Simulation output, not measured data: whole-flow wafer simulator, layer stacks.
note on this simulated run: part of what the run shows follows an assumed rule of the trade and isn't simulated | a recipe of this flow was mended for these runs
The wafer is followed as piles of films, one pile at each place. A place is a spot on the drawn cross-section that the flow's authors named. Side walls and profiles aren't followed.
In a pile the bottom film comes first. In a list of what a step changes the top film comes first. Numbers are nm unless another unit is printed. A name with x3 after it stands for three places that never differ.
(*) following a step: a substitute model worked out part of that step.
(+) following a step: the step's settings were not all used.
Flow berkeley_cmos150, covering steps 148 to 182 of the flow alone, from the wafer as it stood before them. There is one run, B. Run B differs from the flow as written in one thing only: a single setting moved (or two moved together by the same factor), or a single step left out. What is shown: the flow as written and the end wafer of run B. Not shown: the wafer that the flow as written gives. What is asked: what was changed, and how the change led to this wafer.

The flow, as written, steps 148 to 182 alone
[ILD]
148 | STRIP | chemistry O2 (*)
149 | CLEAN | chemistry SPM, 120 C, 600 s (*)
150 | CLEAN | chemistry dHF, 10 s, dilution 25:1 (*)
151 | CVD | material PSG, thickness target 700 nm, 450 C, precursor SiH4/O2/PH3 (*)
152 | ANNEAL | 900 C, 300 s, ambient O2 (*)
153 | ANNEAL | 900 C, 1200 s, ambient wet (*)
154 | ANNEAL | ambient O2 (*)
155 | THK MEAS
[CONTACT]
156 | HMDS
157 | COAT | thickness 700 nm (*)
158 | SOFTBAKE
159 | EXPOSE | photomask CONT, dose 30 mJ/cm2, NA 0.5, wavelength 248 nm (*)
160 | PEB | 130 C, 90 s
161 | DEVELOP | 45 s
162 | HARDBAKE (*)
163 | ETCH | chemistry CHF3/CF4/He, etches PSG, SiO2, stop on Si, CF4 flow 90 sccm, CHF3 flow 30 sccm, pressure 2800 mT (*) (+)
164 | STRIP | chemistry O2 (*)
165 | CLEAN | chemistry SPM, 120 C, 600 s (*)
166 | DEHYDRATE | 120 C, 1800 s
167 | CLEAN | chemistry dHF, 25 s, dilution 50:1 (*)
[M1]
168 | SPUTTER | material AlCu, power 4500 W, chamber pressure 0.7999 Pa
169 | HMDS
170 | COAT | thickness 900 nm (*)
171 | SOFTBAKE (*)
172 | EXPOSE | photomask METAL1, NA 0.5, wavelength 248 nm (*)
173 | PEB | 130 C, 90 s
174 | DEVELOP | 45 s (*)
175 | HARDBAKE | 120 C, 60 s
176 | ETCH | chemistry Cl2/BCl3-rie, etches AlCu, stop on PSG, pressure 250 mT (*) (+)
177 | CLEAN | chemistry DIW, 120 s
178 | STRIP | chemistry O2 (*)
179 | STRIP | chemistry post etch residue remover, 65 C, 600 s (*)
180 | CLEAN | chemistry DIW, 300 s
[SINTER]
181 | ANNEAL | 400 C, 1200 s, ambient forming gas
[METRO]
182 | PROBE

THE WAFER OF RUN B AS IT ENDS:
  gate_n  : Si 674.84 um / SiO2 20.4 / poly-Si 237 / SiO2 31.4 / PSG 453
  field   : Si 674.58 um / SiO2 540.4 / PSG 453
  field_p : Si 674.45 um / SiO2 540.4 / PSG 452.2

The reason: step 151, CVD: thickness target 532 nm was run, whereas the flow has thickness target 700 nm; step 167, CLEAN: 19 s was run, where the flow has 25 s.

The path from the change to this, step by step:
  151 | CVD | material PSG, thickness target 700 nm, 450 C, precursor SiH4/O2/PH3 (*)
      field, field_p, sd_n, gate_n, gate_p, contact, m1: PSG gains 532 (new film) (in the flow as written it would be: PSG gains 700 (new film))
      sd_p: PSG gains 489.7 (new film) (in the flow as written it would be: PSG gains 639.5 (new film))
  153 | ANNEAL | 900 C, 1200 s, ambient wet (*)
      sd_n, contact, m1: PSG loses 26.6, SiO2 gains 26, Si loses 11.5 (in the flow as written it would be: PSG loses 35, SiO2 gains 22.8, Si loses 10)
      field, field_p: PSG loses 26.6, SiO2 gains 17.9, Si loses 7.86 (in the flow as written it would be: PSG loses 35, SiO2 gains 16.3, Si loses 7.15)
      (and at 3 other places as well)
  157 | COAT | thickness 700 nm (*)
      sd_p: KrF-resist gains 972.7 (new film) (in the flow as written it would be: KrF-resist gains 1000.3 (new film))
  163 | ETCH | chemistry CHF3/CF4/He, etches PSG, SiO2, stop on Si, CF4 flow 90 sccm, CHF3 flow 30 sccm, pressure 2800 mT (*) (+)
      field, field_p, sd_n, gate_n, sd_p, gate_p, m1: KrF-resist loses 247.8 (in the flow as written it would be: KrF-resist loses 303.7)
      contact: PSG loses 505.4 (all of it), SiO2 loses 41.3 (all of it), Si loses 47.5 (in the flow as written it would be: PSG loses 665 (all of it), SiO2 loses 38.1 (all of it), Si loses 47.5)
  164 | STRIP | chemistry O2 (*)
      field: KrF-resist loses 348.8 (all of it) (in the flow as written it would be: KrF-resist loses 294.5 (all of it))
      field_p: KrF-resist loses 448.9 (all of it) (in the flow as written it would be: KrF-resist loses 397.1 (all of it))
      (and at 5 other places as well)
  167 | CLEAN | chemistry dHF, 25 s, dilution 50:1 (*)
      field, field_p, sd_n, gate_n, sd_p, gate_p, m1: PSG loses 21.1 (in the flow as written it would be: PSG loses 27.8)
  168 | SPUTTER | material AlCu, power 4500 W, chamber pressure 0.7999 Pa
      sd_p: AlCu gains 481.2 (new film) (in the flow as written it would be: AlCu gains 471.4 (new film))
      contact: AlCu gains 478.9 (new film) (in the flow as written it would be: AlCu gains 443.6 (new film))
  170 | COAT | thickness 900 nm (*)
      contact: thick-KrF-resist gains 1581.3 (new film) (in the flow as written it would be: thick-KrF-resist gains 1720.1 (new film))
  175 | HARDBAKE | 120 C, 60 s
      contact: thick-KrF-resist loses 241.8 (in the flow as written it would be: thick-KrF-resist loses 263.1)
  176 | ETCH | chemistry Cl2/BCl3-rie, etches AlCu, stop on PSG, pressure 250 mT (*) (+)
      sd_p: AlCu loses 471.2 (all of it), PSG loses 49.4 (in the flow as written it would be: AlCu loses 461.4 (all of it), PSG loses 50.6)
  178 | STRIP | chemistry O2 (*)
      contact: thick-KrF-resist loses 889 (all of it) (in the flow as written it would be: thick-KrF-resist loses 1006.2 (all of it))
      m1: thick-KrF-resist loses 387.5 (all of it) (in the flow as written it would be: thick-KrF-resist loses 373.8 (all of it))
